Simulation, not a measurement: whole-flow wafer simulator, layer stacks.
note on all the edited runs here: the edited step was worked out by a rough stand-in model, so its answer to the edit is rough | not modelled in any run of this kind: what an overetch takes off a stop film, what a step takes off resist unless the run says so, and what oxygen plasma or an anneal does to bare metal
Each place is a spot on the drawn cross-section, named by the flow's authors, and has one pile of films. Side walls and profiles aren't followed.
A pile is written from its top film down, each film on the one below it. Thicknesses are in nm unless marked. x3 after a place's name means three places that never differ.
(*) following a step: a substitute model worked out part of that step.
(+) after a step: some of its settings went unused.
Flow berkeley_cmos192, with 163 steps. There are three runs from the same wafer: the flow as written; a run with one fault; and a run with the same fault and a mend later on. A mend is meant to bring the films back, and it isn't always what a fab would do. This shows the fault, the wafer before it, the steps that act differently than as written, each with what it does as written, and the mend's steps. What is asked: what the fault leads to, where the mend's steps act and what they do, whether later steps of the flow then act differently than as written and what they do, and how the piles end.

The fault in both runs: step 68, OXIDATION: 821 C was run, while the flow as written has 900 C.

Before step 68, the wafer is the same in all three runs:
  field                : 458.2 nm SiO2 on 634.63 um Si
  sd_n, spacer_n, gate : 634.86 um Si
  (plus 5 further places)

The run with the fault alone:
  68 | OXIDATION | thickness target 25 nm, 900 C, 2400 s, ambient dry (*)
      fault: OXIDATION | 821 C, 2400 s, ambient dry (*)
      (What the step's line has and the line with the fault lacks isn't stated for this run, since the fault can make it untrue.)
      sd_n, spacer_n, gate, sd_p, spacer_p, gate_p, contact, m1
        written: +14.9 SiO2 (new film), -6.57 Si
        fault: +6.54 SiO2 (new film), -2.88 Si
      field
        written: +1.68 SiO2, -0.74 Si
        fault: +0.37 SiO2, -0.16 Si
  Later steps of the flow acting differently than as written (40 other steps are not shown; they differ only slightly, by no more than 2% or 0.5 nm, whichever is larger):
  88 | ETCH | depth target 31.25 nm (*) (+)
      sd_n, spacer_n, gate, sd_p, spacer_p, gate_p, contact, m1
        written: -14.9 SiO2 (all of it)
        fault: -6.54 SiO2 (all of it)
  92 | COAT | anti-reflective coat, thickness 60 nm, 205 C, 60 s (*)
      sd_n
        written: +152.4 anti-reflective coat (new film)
        fault: +149.1 anti-reflective coat (new film)
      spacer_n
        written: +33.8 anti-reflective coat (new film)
        fault: +34.9 anti-reflective coat (new film)
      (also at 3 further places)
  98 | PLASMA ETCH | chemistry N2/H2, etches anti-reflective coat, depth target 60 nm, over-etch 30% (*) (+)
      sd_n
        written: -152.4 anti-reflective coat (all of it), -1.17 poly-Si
        fault: -149.1 anti-reflective coat (all of it), -1.15 poly-Si
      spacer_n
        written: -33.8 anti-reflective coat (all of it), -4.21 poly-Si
        fault: -34.9 anti-reflective coat (all of it), -4.08 poly-Si
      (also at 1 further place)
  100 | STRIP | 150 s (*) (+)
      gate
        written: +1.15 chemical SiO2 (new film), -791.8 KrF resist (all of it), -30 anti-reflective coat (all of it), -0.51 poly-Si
        fault: +1.15 chemical SiO2 (new film), -788.1 KrF resist (all of it), -31.2 anti-reflective coat (all of it), -0.51 poly-Si
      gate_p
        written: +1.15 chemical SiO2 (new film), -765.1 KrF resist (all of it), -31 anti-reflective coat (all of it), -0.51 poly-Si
        fault: +1.15 chemical SiO2 (new film), -762.6 KrF resist (all of it), -31.9 anti-reflective coat (all of it), -0.51 poly-Si
  At the end the piles are close to the flow's at the places that both follow, differing by at most 2% or 0.5 nm, whichever is larger.

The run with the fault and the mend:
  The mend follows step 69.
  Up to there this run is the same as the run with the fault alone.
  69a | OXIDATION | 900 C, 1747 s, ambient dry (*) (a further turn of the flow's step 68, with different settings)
      sd_n, spacer_n, gate, sd_p, spacer_p, gate_p, contact, m1
        +8.4 SiO2, -3.69 Si
      field
        +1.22 SiO2, -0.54 Si
  Later steps of the flow that are run all act as written at every place that is followed, up to a difference of at most 2% or 0.5 nm, whichever is larger.
  At the end the piles are close to the flow's at the places that both follow, differing by at most 2% or 0.5 nm, whichever is larger.
